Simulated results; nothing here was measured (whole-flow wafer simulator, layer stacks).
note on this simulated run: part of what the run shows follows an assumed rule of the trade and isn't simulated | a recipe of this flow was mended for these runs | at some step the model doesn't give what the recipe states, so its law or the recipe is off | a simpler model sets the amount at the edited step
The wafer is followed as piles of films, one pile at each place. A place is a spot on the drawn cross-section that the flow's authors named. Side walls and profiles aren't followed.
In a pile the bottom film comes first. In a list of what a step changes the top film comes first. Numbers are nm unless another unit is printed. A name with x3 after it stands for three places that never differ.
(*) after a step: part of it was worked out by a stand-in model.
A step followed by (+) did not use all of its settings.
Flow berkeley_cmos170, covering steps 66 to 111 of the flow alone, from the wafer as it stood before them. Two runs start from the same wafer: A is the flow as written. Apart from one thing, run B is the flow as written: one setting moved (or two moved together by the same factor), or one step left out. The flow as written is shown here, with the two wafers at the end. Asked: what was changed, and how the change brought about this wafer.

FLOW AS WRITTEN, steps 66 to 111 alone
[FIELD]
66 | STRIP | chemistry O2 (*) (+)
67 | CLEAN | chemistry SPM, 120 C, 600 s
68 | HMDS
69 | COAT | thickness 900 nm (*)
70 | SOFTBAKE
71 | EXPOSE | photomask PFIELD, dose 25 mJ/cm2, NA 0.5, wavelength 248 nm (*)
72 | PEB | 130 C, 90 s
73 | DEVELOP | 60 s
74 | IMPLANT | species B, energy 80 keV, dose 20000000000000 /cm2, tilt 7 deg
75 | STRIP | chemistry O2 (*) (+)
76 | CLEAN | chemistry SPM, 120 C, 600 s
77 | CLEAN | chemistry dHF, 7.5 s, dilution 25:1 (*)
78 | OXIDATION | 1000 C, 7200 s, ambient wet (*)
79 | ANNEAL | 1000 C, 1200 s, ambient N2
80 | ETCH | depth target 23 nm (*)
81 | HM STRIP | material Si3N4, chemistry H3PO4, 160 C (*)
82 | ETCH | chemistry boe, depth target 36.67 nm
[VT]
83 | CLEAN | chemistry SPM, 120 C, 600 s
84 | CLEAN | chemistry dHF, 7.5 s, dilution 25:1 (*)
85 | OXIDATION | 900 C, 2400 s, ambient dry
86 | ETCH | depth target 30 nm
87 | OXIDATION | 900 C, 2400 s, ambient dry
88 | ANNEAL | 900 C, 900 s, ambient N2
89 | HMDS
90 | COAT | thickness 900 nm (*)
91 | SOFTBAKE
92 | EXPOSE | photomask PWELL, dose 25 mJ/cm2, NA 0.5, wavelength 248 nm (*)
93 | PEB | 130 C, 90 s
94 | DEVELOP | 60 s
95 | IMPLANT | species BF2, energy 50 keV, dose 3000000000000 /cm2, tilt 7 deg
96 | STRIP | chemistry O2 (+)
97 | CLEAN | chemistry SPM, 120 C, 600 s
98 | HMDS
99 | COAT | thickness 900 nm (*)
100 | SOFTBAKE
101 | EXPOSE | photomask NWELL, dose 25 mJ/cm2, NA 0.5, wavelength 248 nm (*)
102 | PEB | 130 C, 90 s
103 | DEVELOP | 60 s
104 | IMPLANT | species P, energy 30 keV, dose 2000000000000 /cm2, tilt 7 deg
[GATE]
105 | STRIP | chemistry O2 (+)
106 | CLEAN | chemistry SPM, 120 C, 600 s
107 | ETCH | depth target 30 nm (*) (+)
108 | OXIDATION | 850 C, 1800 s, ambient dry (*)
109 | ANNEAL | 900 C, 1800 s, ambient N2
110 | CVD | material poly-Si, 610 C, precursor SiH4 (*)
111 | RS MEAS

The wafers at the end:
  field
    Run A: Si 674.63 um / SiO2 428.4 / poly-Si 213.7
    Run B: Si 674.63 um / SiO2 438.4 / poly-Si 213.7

What caused this: step 81, HM STRIP: 149 C was run, while the flow as written has 160 C.

How this came from the change, step by step:
  81 | HM STRIP | material Si3N4, chemistry H3PO4, 160 C (*)
      mark, sd_n, spacer_n and 9 more: A Si3N4 loses 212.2 (all of it), SiO2 loses 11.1 | B Si3N4 loses 212.2 (all of it), SiO2 loses 3.48
      field: A SiO2 loses 17.7 | B SiO2 loses 7.68
  82 | ETCH | chemistry boe, depth target 36.67 nm
      mark, sd_n, spacer_n and 9 more: A SiO2 loses 15.5 (all of it) | B SiO2 loses 23.1 (all of it)
